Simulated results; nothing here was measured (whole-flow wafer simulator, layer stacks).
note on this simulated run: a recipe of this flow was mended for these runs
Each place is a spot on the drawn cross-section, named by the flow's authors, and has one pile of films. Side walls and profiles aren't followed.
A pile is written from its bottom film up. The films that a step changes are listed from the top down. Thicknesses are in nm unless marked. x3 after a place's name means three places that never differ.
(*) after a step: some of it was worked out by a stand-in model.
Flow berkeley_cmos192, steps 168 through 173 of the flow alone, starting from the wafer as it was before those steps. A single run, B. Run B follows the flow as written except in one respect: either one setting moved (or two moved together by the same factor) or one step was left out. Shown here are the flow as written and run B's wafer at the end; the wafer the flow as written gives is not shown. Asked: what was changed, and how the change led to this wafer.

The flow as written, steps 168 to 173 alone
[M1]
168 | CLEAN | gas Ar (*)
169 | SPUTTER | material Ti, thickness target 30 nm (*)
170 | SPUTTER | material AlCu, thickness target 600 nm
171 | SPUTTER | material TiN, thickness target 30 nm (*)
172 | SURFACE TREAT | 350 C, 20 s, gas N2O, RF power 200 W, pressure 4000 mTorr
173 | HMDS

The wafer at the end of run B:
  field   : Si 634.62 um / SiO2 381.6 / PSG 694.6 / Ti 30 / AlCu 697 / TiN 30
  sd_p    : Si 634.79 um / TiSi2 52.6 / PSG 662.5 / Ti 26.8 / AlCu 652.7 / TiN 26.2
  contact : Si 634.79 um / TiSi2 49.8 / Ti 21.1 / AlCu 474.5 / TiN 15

The reason: step 170, SPUTTER: thickness target 697 nm was run, while the flow as written has thickness target 600 nm.
The wafer itself shows it: field has AlCu 697, and step 170 as written asks for 600 nm.

Step by step, how the change led to this:
  170 | SPUTTER | material AlCu, thickness target 600 nm
      field, sd_n, spacer_n, gate, spacer_p, gate_p, m1: AlCu gains 697 (new film) (in the flow as written it would be: AlCu gains 600 (new film))
      sd_p: AlCu gains 652.7 (new film) (in the flow as written it would be: AlCu gains 557.4 (new film))
      (also at 1 further place)
  171 | SPUTTER | material TiN, thickness target 30 nm (*)
      contact: TiN gains 15 (new film) (in the flow as written it would be: TiN gains 16 (new film))
